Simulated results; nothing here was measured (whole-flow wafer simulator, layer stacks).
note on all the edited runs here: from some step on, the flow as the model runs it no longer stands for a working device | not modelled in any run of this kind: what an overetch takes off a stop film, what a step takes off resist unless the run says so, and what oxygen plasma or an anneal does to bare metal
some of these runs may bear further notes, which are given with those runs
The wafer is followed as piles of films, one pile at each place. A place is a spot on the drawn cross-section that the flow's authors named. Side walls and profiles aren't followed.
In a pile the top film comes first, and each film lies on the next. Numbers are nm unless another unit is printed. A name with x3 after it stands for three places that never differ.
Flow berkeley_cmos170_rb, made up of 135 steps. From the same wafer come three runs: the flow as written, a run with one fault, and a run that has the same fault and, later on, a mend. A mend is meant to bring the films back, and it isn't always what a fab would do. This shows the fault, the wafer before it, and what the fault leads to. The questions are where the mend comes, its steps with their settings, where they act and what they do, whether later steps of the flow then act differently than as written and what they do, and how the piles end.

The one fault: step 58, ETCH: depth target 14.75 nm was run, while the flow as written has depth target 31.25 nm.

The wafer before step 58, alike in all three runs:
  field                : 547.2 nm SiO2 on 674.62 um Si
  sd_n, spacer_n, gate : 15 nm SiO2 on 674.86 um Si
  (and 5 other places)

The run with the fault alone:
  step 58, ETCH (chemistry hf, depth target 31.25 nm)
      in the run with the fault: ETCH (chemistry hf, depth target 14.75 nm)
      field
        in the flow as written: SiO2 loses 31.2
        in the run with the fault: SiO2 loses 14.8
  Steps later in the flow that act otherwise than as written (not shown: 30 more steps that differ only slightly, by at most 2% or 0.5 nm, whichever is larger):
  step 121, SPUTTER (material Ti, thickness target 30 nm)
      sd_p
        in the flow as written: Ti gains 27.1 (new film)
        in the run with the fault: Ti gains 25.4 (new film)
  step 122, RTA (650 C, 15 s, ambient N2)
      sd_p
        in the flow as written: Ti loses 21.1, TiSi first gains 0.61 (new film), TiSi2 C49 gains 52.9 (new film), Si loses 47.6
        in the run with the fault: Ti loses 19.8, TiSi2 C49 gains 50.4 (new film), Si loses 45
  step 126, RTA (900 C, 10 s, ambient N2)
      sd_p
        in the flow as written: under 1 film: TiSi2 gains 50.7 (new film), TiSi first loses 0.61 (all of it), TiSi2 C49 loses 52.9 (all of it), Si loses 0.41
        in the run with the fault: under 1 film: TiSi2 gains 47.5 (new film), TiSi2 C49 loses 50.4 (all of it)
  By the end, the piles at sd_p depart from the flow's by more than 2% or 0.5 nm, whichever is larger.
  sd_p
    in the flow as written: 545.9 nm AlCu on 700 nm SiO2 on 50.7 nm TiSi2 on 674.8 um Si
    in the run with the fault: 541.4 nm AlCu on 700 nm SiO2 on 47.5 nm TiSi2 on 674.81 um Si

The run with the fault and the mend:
  The mend follows step 58.
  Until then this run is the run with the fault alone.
  step 58a, ETCH (chemistry hf, depth target 16.5 nm) (a further turn of the flow's step 58, with different settings)
      field
        SiO2 loses 16.5
  None of the later steps of the flow differs from how it acts as written, at any place that is followed, by more than 2% or 0.5 nm, whichever is larger.
  By the end, the piles equal the flow's at every place that both follow.
